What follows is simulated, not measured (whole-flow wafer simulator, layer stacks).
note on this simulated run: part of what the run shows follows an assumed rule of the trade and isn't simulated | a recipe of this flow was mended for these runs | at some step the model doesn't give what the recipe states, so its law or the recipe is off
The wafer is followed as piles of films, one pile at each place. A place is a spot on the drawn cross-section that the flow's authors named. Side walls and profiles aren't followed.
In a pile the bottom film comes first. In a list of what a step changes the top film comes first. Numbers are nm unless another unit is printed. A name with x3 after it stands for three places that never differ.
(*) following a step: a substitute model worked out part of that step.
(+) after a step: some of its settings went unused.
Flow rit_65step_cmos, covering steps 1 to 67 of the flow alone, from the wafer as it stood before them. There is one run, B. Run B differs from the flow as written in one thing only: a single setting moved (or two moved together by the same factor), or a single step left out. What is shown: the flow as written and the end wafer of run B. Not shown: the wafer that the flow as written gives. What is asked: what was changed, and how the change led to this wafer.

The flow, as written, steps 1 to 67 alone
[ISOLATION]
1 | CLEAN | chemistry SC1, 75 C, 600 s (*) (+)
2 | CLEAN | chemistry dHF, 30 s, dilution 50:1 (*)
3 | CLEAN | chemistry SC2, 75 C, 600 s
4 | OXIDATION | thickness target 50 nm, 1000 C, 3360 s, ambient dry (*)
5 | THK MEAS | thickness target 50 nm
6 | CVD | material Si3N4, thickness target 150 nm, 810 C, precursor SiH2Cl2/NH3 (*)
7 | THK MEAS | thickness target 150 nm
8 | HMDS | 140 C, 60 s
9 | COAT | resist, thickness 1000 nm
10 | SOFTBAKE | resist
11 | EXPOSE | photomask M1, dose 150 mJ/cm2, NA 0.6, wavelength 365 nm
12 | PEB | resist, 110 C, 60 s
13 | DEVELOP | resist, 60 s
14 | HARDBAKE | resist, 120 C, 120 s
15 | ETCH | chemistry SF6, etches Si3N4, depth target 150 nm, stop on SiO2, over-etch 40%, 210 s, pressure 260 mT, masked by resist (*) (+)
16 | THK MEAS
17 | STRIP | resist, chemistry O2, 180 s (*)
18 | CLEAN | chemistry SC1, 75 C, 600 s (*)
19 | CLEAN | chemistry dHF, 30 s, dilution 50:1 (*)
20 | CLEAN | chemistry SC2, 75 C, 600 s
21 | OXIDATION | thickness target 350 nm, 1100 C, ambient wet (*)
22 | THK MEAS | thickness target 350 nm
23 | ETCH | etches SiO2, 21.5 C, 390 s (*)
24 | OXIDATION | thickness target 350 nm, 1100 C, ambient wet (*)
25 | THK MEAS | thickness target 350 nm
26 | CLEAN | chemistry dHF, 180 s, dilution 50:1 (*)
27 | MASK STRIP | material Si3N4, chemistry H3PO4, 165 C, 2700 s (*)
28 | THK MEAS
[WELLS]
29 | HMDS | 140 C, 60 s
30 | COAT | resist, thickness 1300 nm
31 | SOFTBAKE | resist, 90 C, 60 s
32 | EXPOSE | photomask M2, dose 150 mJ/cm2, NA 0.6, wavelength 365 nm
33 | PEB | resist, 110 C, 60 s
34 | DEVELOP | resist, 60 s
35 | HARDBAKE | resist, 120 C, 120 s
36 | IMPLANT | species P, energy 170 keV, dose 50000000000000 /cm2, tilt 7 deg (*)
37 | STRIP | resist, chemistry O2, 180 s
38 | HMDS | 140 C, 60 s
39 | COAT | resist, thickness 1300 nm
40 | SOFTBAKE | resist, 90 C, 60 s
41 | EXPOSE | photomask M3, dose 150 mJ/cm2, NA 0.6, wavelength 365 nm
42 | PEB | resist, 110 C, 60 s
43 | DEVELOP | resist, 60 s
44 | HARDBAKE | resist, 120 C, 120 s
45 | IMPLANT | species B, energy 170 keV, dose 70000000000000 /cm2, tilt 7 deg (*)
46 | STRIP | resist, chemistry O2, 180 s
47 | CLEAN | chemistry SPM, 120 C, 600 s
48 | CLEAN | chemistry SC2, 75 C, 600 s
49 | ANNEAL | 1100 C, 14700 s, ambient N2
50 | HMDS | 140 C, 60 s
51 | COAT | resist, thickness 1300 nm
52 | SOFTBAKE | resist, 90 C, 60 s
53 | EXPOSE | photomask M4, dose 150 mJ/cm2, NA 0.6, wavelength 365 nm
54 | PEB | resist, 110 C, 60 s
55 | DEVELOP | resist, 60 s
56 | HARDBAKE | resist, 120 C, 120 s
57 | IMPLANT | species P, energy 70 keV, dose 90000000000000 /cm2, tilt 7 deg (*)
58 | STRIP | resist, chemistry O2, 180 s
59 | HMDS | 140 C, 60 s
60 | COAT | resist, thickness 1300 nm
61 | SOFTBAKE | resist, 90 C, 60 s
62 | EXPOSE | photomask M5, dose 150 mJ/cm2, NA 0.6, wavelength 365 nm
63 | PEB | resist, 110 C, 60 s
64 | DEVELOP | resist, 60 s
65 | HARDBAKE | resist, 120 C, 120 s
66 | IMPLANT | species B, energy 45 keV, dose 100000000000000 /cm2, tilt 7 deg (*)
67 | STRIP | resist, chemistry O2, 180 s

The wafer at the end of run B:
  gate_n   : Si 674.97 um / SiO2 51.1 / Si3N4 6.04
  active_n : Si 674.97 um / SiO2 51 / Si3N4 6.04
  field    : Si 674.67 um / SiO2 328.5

What caused this: step 27, MASK STRIP: 1215 s was run, whereas the flow has 2700 s.

The path from the change to this, step by step:
  27 | MASK STRIP | material Si3N4, chemistry H3PO4, 165 C, 2700 s (*)
      active_n, active_p, gate_n and 7 more: -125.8 Si3N4 (it would be, as written: -131.8 Si3N4 (all of it), -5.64 SiO2)
      field, field_pw, field_nw, field_p: -4.8 SiO2 (it would be, as written: -10.7 SiO2)
